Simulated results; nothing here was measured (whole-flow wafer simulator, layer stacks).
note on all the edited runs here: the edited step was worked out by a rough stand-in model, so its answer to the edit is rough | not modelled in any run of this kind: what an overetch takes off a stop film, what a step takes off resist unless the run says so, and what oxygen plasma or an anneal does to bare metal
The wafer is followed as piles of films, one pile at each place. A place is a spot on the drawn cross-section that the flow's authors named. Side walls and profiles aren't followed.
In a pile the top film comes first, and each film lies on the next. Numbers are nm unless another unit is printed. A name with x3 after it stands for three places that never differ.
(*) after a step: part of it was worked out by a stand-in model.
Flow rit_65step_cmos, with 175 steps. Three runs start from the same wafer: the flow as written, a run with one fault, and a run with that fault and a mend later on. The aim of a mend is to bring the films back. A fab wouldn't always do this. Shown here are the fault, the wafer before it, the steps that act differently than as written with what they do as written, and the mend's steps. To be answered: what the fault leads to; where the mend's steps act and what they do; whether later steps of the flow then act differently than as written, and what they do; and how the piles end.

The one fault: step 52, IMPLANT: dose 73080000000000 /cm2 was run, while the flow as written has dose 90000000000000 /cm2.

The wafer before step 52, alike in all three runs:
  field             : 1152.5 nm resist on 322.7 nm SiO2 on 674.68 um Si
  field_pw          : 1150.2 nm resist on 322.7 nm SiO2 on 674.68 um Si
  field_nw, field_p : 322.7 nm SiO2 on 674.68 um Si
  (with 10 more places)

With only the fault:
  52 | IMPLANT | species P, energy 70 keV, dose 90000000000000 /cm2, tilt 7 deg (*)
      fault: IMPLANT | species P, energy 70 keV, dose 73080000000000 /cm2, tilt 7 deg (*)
      does the same as it does as written at each place that is followed
  Steps later in the flow that act otherwise than as written (36 more steps, not shown, differ only slightly: by at most 2% or 0.5 nm, whichever is larger):
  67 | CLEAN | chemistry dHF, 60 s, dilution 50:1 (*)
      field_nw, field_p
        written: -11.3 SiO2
        fault: -10.4 SiO2
  At the end the piles are close to the flow's at the places that both follow, differing by at most 2% or 0.5 nm, whichever is larger.

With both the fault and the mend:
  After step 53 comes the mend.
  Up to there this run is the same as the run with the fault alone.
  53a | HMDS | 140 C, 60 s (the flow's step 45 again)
      does not change any film at any place that is followed
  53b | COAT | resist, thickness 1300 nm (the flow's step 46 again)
      gate_n, gate_p, spacer, spacer_p, contact
        +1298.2 resist (new film)
      active_n, active_p, sd_p
        +1297.4 resist (new film)
      field_pw, field_nw
        +1313 resist (new film)
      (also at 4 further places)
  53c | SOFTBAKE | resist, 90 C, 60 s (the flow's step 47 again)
      does not change any film at any place that is followed
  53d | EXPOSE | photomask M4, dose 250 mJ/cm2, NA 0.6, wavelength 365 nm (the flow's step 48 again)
      does not change any film at any place that is followed
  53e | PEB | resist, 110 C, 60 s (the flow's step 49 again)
      gate_n, gate_p, spacer, spacer_p, contact, m1
        -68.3 resist
      active_n, active_p, sd_n, sd_p
        -68.2 resist
      field, field_p
        -69.2 resist
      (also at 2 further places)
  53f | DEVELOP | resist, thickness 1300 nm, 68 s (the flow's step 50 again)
      gate_p, spacer_p
        -1229.9 resist (all of it)
      field_nw
        -1243.9 resist (all of it)
      field_p
        -1246.4 resist (all of it)
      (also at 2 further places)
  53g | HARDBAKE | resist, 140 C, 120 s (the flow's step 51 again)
      active_n, gate_n, spacer, contact, m1
        -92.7 resist
      field
        -94 resist
      field_pw
        -93.8 resist
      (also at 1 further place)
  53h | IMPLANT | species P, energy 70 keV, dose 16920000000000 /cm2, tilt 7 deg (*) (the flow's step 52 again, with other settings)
      does not change any film at any place that is followed
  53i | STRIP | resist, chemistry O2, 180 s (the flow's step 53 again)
      gate_n, spacer, contact
        -1137.2 resist (all of it)
      field
        -1152.5 resist (all of it)
      field_pw
        -1150.2 resist (all of it)
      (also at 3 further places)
  Every later step of the flow that is run acts as written at every place that is followed.
  By the end, the piles equal the flow's at every place that both follow.
